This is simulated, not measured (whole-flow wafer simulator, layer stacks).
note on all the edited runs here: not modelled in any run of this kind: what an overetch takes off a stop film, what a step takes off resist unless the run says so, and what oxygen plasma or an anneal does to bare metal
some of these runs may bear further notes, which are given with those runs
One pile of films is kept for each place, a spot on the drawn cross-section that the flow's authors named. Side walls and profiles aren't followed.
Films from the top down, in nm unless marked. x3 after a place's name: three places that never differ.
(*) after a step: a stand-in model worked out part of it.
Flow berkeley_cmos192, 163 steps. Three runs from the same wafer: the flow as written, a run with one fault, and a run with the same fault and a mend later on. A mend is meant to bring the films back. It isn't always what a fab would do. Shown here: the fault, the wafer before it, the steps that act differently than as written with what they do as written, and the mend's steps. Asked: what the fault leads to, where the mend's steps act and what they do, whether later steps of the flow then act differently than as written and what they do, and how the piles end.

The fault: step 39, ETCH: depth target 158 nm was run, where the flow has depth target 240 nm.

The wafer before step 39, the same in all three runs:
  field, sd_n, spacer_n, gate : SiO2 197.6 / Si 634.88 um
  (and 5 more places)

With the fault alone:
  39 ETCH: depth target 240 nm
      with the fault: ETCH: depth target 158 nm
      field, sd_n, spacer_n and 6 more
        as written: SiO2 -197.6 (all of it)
        with the fault: SiO2 -158
  Later steps of the flow that act differently than as written (41 more steps differ only slightly, by at most 2% or 0.5 nm, whichever is larger, and aren't shown):
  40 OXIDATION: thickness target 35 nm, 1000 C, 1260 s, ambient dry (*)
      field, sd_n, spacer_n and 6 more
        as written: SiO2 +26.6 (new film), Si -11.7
        with the fault: SiO2 +17, Si -7.49
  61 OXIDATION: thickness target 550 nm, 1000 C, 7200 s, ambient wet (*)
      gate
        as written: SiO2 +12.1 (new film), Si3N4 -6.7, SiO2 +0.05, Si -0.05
        with the fault: SiO2 +12.1 (new film), Si3N4 -6.7
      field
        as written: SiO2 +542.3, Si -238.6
        with the fault: SiO2 +522.5, Si -229.9
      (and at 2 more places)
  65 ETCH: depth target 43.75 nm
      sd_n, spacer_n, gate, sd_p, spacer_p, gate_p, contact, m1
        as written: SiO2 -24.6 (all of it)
        with the fault: SiO2 -43.8
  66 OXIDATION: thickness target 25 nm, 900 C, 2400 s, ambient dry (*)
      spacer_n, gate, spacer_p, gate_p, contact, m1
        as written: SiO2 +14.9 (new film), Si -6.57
        with the fault: SiO2 +11.8, Si -5.18
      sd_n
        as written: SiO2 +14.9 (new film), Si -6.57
        with the fault: SiO2 +11.1, Si -4.87
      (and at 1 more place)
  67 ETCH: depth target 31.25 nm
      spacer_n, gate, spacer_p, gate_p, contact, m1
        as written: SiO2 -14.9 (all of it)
        with the fault: SiO2 -22.7 (all of it)
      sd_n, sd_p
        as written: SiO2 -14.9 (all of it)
        with the fault: SiO2 -25.7 (all of it)
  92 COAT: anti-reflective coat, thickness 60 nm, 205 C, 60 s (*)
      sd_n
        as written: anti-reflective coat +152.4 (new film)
        with the fault: anti-reflective coat +166.9 (new film)
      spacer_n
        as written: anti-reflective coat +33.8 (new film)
        with the fault: anti-reflective coat +28.9 (new film)
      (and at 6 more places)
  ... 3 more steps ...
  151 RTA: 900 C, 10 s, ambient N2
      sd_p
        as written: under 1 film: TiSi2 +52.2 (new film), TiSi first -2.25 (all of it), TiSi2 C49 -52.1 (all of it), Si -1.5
        with the fault: under 1 film: TiSi2 +51.7 (new film), TiSi first -1.72 (all of it), TiSi2 C49 -52.3 (all of it), Si -1.14
  At the end the piles differ from the flow's by more than 2% or 0.5 nm, whichever is larger, at field.
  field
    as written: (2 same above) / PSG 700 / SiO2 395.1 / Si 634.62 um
    with the fault: (2 same above) / PSG 700 / SiO2 405.2 / Si 634.64 um

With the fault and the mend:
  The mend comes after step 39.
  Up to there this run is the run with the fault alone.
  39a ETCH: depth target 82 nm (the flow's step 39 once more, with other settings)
      field, sd_n, spacer_n and 6 more
        SiO2 -39.6 (all of it)
  No later step of the flow acts differently than as written at any place that is followed.
  At the end the piles are the same as the flow's at every place that both follow.
